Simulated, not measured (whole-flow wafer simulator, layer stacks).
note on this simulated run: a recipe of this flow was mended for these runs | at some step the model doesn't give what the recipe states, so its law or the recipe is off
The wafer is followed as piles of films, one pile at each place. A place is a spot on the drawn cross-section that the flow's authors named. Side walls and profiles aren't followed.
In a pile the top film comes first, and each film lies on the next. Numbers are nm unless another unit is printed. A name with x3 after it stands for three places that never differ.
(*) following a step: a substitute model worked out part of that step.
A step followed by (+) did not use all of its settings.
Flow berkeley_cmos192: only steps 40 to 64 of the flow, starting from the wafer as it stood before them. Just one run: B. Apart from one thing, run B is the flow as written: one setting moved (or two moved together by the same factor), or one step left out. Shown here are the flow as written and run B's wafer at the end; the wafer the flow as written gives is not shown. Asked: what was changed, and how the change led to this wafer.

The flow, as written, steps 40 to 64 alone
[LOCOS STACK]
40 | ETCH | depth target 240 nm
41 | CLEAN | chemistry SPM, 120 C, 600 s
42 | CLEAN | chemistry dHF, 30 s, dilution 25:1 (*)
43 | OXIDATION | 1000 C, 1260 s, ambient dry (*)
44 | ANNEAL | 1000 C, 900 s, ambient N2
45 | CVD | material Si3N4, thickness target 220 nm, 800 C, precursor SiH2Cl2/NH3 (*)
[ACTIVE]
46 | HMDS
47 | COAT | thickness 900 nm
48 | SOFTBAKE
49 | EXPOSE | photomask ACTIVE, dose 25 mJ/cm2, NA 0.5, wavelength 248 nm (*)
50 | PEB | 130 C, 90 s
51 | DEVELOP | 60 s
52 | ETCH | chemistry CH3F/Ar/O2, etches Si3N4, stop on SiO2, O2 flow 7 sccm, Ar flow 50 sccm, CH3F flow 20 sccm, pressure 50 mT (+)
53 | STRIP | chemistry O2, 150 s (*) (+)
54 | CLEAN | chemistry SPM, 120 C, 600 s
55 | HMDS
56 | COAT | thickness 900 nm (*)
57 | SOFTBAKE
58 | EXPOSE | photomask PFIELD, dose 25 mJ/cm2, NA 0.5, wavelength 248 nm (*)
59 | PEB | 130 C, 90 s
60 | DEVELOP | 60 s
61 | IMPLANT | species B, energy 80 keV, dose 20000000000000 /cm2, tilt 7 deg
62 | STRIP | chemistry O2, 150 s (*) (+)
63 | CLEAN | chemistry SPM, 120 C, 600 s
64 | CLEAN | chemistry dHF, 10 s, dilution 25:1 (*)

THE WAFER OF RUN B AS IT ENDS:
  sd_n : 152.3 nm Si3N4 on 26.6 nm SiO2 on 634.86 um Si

What caused this: step 45, CVD: thickness target 153 nm was run, though the flow has thickness target 220 nm.

How this came from the change, step by step:
  45 | CVD | material Si3N4, thickness target 220 nm, 800 C, precursor SiH2Cl2/NH3 (*)
      field, sd_n, spacer_n and 6 more: Si3N4 gains 153 (new film) (it would be, as written: Si3N4 gains 220 (new film))
  52 | ETCH | chemistry CH3F/Ar/O2, etches Si3N4, stop on SiO2, O2 flow 7 sccm, Ar flow 50 sccm, CH3F flow 20 sccm, pressure 50 mT (+)
      sd_n, spacer_n, gate, sd_p, spacer_p, gate_p, contact, m1: KrF-resist loses 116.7 (it would be, as written: KrF-resist loses 161.3)
      field: Si3N4 loses 153 (all of it), SiO2 loses 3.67 (it would be, as written: Si3N4 loses 220 (all of it), SiO2 loses 3.67)
  53 | STRIP | chemistry O2, 150 s (*) (+)
      sd_n, spacer_n, gate, sd_p, spacer_p, gate_p, contact, m1: KrF-resist loses 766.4 (all of it) (it would be, as written: KrF-resist loses 721.7 (all of it))
  56 | COAT | thickness 900 nm (*)
      sd_n: KrF-resist gains 819.3 (new film) (it would be, as written: KrF-resist gains 785.2 (new film))
      spacer_n: KrF-resist gains 841.7 (new film) (it would be, as written: KrF-resist gains 817.9 (new film))
      (also at 6 further places)
  62 | STRIP | chemistry O2, 150 s (*) (+)
      sd_n: KrF-resist loses 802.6 (all of it) (it would be, as written: KrF-resist loses 768.5 (all of it))
      spacer_n: KrF-resist loses 824.9 (all of it) (it would be, as written: KrF-resist loses 801.2 (all of it))
      (also at 6 further places)
